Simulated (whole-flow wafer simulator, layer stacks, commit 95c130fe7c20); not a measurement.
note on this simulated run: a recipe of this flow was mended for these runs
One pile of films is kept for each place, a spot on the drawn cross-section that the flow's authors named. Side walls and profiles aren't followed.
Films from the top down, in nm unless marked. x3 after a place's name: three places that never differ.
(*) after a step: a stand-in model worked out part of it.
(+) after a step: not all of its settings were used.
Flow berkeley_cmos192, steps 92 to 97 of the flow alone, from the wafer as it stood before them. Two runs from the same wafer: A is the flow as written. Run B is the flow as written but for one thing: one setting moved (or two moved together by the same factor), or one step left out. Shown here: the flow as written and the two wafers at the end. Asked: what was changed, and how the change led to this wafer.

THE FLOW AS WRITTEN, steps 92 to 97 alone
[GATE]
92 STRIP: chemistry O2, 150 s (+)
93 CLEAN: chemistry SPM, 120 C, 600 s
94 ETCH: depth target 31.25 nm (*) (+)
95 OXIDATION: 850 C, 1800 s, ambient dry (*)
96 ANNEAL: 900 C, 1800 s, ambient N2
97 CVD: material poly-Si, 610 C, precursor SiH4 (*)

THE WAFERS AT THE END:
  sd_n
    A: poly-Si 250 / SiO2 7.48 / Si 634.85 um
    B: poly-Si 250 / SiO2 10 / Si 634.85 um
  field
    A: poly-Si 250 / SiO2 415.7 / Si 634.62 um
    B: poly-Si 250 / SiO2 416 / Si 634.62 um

The cause: step 95, OXIDATION: 2880 s was run, where the flow has 1800 s.

How the change led to this, step by step:
  95 OXIDATION: 850 C, 1800 s, ambient dry (*)
      sd_n, spacer_n, gate, sd_p, spacer_p x2, contact, m1: A SiO2 +7.48 (new film), Si -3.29 | B SiO2 +10 (new film), Si -4.4
